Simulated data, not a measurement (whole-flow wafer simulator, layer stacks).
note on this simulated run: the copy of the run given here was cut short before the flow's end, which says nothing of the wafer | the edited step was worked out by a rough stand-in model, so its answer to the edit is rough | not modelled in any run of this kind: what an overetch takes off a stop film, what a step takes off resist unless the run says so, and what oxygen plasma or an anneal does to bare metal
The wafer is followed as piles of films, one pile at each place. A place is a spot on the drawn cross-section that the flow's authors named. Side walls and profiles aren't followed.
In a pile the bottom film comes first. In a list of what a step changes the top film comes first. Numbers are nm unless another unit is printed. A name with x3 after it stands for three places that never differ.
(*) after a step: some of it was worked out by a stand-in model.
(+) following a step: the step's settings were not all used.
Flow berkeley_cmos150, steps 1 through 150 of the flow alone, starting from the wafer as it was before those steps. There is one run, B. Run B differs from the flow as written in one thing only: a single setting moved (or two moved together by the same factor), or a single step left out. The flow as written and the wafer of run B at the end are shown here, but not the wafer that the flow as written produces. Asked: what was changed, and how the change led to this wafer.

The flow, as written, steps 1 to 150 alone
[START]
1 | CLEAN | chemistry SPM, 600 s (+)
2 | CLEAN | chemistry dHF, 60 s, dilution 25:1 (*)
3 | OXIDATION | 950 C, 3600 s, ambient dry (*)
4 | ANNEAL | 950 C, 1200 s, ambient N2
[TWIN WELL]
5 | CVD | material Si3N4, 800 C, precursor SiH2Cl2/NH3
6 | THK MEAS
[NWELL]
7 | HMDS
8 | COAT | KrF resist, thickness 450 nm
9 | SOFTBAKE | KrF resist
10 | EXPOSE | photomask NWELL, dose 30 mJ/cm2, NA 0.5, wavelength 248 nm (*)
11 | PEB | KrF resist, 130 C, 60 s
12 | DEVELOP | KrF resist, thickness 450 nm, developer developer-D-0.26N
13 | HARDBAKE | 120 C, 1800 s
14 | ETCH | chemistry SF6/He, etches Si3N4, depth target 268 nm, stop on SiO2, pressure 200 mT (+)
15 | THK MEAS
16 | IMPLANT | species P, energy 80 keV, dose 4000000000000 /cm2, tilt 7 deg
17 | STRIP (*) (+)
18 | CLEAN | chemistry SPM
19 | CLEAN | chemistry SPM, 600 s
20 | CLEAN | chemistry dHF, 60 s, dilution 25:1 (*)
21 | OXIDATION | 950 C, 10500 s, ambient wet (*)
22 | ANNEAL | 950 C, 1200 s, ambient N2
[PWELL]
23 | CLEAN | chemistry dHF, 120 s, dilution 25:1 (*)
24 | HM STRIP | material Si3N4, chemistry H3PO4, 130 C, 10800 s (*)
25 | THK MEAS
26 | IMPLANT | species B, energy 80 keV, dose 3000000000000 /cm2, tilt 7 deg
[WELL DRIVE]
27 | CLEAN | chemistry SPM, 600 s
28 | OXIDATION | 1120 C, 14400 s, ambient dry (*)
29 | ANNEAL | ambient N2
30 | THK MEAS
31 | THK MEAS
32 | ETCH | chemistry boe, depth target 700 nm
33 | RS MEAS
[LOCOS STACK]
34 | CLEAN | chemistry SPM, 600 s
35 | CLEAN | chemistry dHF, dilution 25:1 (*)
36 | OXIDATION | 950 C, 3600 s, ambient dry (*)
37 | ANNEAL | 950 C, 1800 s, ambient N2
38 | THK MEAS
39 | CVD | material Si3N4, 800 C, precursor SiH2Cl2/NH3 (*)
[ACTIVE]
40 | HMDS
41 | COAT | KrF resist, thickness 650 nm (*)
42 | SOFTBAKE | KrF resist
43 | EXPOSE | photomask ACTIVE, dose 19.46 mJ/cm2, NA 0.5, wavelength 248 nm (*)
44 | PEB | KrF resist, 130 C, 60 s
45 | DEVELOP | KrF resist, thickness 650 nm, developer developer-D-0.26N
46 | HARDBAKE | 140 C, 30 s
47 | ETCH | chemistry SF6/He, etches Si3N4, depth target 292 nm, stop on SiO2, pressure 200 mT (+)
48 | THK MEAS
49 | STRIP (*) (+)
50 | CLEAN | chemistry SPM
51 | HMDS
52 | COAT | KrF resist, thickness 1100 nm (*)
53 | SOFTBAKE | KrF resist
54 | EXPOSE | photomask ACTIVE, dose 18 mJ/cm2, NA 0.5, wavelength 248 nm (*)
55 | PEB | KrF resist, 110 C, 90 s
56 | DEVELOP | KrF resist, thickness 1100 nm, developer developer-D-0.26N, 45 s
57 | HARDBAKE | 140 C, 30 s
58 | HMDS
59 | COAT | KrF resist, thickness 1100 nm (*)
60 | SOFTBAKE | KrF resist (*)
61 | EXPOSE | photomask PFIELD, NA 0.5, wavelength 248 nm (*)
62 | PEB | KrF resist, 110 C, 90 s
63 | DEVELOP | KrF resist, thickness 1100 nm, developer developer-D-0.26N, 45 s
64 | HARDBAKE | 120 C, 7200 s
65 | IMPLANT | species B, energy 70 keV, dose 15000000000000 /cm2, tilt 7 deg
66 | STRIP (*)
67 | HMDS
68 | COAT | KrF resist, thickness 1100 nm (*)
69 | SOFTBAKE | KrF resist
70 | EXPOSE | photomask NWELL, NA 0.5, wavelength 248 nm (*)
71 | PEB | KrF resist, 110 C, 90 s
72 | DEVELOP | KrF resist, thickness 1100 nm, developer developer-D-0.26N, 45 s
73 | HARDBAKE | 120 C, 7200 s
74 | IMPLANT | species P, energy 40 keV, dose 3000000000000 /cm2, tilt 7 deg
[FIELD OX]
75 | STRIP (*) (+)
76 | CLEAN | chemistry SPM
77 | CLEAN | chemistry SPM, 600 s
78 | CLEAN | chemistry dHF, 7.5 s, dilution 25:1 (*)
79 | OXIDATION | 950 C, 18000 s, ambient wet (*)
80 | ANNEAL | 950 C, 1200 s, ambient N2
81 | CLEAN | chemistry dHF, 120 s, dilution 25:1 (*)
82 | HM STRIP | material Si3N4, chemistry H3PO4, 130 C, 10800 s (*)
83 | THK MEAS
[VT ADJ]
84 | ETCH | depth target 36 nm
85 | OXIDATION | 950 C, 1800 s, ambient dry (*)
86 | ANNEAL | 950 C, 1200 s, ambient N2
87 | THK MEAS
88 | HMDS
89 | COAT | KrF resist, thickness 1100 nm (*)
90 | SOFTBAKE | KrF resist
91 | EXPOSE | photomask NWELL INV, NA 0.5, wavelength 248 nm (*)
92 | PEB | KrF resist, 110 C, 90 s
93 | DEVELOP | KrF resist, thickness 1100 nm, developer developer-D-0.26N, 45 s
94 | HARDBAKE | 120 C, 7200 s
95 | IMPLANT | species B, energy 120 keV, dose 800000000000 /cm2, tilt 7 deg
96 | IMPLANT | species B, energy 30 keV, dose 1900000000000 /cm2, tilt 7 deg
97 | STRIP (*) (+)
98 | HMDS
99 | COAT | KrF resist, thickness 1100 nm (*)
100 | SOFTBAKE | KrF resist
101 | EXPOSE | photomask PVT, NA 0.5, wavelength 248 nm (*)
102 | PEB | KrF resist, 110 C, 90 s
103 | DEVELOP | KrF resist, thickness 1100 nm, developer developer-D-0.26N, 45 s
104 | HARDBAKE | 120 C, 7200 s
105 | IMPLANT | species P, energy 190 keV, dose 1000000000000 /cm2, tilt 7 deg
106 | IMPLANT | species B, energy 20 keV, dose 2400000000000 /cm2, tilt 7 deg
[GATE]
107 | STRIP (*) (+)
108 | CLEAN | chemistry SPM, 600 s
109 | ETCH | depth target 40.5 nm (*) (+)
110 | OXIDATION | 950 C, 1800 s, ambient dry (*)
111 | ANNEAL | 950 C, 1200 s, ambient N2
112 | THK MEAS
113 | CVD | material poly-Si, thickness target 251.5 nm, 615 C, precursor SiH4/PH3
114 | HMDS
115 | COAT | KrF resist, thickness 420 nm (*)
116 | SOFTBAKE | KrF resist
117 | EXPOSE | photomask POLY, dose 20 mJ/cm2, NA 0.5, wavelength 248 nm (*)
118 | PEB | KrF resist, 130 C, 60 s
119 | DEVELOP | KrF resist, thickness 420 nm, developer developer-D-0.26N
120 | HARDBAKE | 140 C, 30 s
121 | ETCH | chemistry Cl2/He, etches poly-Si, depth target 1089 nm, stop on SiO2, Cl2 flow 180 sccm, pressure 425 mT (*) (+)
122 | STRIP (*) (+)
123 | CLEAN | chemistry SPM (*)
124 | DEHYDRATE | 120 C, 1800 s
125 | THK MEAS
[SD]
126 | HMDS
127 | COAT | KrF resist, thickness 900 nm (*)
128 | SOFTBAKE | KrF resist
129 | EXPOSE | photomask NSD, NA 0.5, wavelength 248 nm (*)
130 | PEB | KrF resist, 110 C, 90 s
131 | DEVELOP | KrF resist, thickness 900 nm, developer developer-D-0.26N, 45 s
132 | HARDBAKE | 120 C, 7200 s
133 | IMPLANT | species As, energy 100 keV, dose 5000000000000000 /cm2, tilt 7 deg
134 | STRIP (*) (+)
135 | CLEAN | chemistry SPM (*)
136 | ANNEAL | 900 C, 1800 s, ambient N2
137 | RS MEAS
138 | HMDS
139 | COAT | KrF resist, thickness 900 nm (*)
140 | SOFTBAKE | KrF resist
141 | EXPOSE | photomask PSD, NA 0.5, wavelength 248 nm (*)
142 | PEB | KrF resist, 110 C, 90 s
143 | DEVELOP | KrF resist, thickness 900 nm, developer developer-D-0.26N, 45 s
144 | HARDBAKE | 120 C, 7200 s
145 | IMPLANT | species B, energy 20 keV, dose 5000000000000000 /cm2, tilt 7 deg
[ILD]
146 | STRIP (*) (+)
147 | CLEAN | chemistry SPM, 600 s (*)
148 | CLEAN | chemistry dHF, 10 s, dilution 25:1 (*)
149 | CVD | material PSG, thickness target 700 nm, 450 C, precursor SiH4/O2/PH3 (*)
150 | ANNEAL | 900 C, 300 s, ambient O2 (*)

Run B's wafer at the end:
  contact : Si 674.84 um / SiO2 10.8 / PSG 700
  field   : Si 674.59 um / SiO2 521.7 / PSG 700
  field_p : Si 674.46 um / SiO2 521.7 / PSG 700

What caused this: step 110, OXIDATION: 1197 s was run, whereas the flow has 1800 s.

The path from the change to this, step by step:
  110 | OXIDATION | 950 C, 1800 s, ambient dry (*)
      sd_n, gate_n, sd_p, gate_p, contact, m1: +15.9 SiO2 (new film), -7 Si (as written it would have been: +20.4 SiO2 (new film), -8.98 Si)
      field, field_p: +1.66 SiO2, -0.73 Si (as written it would have been: +2.49 SiO2, -1.09 Si)
